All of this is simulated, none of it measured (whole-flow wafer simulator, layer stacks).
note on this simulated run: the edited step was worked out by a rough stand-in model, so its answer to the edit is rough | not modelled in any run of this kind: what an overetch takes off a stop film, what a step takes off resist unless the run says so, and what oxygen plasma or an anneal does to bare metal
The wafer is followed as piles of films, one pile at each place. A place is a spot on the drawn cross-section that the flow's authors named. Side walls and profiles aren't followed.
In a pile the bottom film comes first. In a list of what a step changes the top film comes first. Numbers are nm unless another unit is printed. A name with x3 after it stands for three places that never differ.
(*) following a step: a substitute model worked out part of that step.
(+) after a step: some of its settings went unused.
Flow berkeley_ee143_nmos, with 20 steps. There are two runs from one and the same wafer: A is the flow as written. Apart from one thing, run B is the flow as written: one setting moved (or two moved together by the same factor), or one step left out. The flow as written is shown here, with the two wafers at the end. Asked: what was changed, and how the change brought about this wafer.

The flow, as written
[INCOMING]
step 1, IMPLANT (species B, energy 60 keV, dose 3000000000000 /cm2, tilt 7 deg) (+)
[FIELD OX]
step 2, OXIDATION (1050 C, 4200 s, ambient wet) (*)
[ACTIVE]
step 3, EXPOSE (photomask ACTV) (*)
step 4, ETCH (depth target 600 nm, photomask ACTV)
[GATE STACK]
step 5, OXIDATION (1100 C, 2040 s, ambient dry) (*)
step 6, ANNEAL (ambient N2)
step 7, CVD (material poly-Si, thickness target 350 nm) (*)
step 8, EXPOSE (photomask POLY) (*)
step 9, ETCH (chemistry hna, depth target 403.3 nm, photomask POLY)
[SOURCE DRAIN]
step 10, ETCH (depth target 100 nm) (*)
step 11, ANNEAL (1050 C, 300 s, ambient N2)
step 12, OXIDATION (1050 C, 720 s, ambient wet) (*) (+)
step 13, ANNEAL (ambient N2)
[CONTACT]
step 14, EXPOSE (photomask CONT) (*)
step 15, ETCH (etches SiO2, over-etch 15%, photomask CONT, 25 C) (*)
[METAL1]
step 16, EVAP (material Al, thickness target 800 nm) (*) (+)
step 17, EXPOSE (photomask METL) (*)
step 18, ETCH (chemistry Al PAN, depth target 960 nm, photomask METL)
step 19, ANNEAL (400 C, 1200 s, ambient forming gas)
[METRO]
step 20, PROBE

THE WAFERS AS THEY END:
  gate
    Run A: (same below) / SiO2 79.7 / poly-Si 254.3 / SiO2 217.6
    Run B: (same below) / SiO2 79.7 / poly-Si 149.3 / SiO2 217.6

What caused this: step 7, CVD: thickness target 245 nm was run, while the flow as written has thickness target 350 nm.

Step by step, how the change led to this:
  step 7, CVD (material poly-Si, thickness target 350 nm) (*)
      gate, sd, contact, field: A +350 poly-Si (new film) | B +245 poly-Si (new film)
  step 9, ETCH (chemistry hna, depth target 403.3 nm, photomask POLY)
      sd, contact, field: A -350 poly-Si (all of it) | B -245 poly-Si (all of it)
